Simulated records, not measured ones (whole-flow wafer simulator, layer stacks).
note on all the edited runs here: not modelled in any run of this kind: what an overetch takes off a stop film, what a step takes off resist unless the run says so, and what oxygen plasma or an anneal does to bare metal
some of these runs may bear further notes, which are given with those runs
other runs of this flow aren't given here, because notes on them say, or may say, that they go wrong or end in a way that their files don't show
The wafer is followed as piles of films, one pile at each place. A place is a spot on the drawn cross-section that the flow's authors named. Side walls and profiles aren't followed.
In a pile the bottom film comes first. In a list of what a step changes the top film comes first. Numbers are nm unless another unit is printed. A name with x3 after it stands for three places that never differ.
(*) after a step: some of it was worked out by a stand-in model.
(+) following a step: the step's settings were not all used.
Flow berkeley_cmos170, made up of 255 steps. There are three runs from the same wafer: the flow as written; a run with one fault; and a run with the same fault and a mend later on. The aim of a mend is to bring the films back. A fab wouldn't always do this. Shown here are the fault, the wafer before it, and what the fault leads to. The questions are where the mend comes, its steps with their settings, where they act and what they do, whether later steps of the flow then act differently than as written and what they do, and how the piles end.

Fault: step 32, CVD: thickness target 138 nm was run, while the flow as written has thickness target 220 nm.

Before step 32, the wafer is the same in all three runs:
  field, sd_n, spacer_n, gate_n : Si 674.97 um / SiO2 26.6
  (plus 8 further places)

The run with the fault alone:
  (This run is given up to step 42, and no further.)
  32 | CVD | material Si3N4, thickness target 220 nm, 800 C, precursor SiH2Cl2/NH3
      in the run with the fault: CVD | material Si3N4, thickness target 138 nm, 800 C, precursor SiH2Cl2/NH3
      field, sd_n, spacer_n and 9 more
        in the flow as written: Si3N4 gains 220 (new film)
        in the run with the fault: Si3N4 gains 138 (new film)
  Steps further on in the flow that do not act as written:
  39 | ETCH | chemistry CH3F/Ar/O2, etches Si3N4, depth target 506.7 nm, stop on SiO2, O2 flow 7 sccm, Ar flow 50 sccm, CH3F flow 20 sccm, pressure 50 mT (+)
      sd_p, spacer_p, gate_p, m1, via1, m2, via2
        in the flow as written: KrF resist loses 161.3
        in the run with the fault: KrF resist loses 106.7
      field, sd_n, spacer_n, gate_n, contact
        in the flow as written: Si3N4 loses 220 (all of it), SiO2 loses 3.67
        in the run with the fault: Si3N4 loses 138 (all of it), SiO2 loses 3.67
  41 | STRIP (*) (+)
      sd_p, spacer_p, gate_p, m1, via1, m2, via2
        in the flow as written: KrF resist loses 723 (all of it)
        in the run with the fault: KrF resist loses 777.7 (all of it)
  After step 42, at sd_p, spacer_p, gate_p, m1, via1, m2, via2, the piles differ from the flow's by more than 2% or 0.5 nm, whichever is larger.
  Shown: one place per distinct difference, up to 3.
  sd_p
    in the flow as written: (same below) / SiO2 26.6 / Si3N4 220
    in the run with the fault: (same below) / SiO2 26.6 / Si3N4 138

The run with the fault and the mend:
  The mend follows step 32.
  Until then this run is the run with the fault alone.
  32a | ETCH | chemistry h3po4, depth target 158.7 nm
      field, sd_n, spacer_n and 9 more
        Si3N4 loses 138 (all of it)
  32b | CLEAN | chemistry SPM (the flow's step 25, run once more)
      leaves every film unchanged at each place that is followed
  32c | CVD | material Si3N4, thickness target 220 nm, 800 C, precursor SiH2Cl2/NH3 (the flow's step 32, run once more)
      field, sd_n, spacer_n and 9 more
        Si3N4 gains 220 (new film)
  None of the later steps of the flow acts differently than as written at any place that is followed.
  The piles end the same as the flow's at every place that both follow.
